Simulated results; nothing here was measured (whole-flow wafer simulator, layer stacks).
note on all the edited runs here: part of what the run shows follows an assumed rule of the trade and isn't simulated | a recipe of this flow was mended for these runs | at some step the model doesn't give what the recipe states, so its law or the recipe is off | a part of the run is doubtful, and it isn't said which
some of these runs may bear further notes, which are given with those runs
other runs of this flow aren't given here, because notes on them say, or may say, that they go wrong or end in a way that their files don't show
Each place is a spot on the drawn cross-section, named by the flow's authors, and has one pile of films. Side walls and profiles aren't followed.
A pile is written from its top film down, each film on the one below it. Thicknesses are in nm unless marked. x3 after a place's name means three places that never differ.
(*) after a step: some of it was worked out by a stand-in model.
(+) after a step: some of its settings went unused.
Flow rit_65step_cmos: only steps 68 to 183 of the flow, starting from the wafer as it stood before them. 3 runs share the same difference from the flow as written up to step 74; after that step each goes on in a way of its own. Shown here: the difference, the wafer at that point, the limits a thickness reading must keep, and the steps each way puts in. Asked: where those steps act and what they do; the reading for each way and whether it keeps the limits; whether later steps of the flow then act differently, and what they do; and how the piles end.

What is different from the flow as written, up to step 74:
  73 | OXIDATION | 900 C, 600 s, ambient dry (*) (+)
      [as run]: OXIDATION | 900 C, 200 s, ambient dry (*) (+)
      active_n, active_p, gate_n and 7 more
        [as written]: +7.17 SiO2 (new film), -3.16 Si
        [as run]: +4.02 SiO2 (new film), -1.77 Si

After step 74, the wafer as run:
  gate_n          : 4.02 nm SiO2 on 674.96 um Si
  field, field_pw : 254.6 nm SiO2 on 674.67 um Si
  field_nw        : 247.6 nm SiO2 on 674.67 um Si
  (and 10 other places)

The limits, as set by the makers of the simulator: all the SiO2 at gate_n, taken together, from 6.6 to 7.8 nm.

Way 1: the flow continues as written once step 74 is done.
  After step 74, the reading is 4.02 nm, outside the limits.
  Steps later in the flow that act otherwise than as written (27 more steps, not shown, differ only slightly: by at most 2% or 0.5 nm, whichever is larger):
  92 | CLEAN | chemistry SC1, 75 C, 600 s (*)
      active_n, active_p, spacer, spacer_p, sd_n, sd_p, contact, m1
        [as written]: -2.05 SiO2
        [this way]: +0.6 chemical SiO2 (new film), -1.26 SiO2 (all of it), -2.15 Si
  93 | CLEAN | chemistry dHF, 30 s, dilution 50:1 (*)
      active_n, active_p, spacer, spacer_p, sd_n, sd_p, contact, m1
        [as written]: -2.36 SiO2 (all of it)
        [this way]: -0.6 chemical SiO2 (all of it)
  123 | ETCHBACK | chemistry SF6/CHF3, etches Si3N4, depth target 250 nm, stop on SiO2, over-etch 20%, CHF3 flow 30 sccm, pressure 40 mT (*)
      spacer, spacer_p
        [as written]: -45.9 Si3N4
        [this way]: -46.9 Si3N4
  The piles end different from the flow's at gate_n, gate_p by more than 2% or 0.5 nm, whichever is larger.
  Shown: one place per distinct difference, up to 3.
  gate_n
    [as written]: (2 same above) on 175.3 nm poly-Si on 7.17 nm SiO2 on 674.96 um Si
    [this way]: (2 same above) on 175.3 nm poly-Si on 4.02 nm SiO2 on 674.96 um Si

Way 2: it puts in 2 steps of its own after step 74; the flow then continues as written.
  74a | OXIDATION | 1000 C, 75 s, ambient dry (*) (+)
      active_n, active_p, gate_n and 7 more
        +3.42 SiO2, -1.5 Si
      field, field_pw
        +0.3 SiO2, -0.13 Si
      field_nw, field_p
        +0.31 SiO2, -0.13 Si
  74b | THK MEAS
      leaves every film unchanged at each place that is followed
  After step 74b, the reading is 7.44 nm, within the limits.
  None of the later steps of the flow differs from how it acts as written, at any place that is followed, by more than 2% or 0.5 nm, whichever is larger.
  At the end the piles are close to the flow's at the places that both follow, differing by at most 2% or 0.5 nm, whichever is larger.

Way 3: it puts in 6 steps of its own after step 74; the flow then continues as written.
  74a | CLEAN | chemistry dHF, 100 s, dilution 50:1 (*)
      active_n, active_p, gate_n and 7 more
        -4.02 SiO2 (all of it)
      field, field_pw, field_nw, field_p
        -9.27 SiO2
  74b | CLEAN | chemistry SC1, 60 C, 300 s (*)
      active_n, active_p, gate_n and 7 more
        +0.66 chemical SiO2 (new film), -1.6 Si
      field, field_pw, field_nw, field_p
        -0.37 SiO2
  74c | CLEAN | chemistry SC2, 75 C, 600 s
      leaves every film unchanged at each place that is followed
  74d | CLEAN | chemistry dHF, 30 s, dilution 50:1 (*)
      active_n, active_p, gate_n and 7 more
        -0.66 chemical SiO2 (all of it)
      field, field_pw, field_nw, field_p
        -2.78 SiO2
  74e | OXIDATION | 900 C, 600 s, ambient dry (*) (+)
      active_n, active_p, gate_n and 7 more
        +7.17 SiO2 (new film), -3.16 Si
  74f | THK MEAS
      leaves every film unchanged at each place that is followed
  After step 74f, the reading is 7.17 nm, within the limits.
  None of the later steps of the flow differs from how it acts as written, at any place that is followed, by more than 2% or 0.5 nm, whichever is larger.
  The piles end different from the flow's at field, field_pw, field_nw, field_p by more than 2% or 0.5 nm, whichever is larger.
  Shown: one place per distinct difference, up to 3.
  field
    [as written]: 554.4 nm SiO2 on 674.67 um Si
    [this way]: 542.2 nm SiO2 on 674.67 um Si
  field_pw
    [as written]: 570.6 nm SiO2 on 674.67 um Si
    [this way]: 558.4 nm SiO2 on 674.67 um Si
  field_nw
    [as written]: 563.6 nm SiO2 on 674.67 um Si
    [this way]: 551.4 nm SiO2 on 674.67 um Si

Keeping within the limits: way 2, way 3. Outside them: way 1.
